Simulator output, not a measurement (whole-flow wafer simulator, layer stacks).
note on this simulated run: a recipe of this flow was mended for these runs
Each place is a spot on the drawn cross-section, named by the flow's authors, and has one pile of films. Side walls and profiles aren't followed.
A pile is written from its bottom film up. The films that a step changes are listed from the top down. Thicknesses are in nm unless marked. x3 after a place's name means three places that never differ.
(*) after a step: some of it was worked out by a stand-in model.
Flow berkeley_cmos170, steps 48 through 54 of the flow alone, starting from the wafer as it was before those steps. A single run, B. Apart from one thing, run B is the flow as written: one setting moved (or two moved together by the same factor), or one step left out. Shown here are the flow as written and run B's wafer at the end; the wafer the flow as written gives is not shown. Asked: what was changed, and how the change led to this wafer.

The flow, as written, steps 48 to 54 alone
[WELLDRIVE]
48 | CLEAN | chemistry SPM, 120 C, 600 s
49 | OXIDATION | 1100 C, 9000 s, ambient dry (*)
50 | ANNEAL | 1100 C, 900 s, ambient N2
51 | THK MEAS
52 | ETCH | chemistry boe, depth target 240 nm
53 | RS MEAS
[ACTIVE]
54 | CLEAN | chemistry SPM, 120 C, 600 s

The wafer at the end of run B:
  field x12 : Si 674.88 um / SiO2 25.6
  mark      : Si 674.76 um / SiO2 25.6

What caused this: step 52, ETCH: depth target 172 nm was run, whereas the flow has depth target 240 nm.

The path from the change to this, step by step:
  52 | ETCH | chemistry boe, depth target 240 nm
      field x12, mark: SiO2 loses 172 (it would be, as written: SiO2 loses 197.6 (all of it))
  54 | CLEAN | chemistry SPM, 120 C, 600 s
      field x12, mark: nothing (it would be, as written: chemical SiO2 gains 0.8 (new film), Si loses 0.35)
